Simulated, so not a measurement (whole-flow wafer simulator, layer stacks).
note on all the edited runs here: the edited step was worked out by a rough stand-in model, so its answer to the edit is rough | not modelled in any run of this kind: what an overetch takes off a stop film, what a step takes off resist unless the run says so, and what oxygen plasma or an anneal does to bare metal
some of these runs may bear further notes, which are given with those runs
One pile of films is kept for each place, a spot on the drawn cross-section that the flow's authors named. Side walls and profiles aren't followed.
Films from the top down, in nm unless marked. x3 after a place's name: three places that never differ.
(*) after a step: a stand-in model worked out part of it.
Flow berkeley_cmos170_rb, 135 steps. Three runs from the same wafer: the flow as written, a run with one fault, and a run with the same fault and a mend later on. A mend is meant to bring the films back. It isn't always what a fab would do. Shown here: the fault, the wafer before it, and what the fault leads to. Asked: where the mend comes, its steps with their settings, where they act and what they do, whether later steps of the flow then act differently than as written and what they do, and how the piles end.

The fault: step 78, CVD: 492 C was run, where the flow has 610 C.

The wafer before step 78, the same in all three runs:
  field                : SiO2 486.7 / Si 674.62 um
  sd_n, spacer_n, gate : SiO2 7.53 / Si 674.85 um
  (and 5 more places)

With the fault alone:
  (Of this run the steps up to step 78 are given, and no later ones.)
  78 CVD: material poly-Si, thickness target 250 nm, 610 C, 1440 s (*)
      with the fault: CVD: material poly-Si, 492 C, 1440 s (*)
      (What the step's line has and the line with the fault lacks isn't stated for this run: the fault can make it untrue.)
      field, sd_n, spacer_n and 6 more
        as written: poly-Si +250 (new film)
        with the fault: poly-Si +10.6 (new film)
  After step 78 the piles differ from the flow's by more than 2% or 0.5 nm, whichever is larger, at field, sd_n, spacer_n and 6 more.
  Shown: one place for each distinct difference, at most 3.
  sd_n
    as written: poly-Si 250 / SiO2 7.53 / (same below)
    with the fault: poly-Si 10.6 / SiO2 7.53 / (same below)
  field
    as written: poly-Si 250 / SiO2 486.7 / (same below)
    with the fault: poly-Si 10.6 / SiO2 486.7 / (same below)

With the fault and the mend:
  The mend comes after step 78.
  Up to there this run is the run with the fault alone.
  78a ETCH: chemistry tmah, depth target 12.18 nm
      field, sd_n, spacer_n and 6 more
        poly-Si -10.6 (all of it)
  78b CLEAN (*) (the flow's step 74 once more)
      changes no film at any place that is followed
  78c CVD: material poly-Si, thickness target 250 nm, 610 C, 1440 s (*) (the flow's step 78 once more)
      field, sd_n, spacer_n and 6 more
        poly-Si +250 (new film)
  No later step of the flow acts differently than as written, at any place that is followed, by more than 2% or 0.5 nm, whichever is larger.
  At the end the piles are the same as the flow's at every place that both follow.
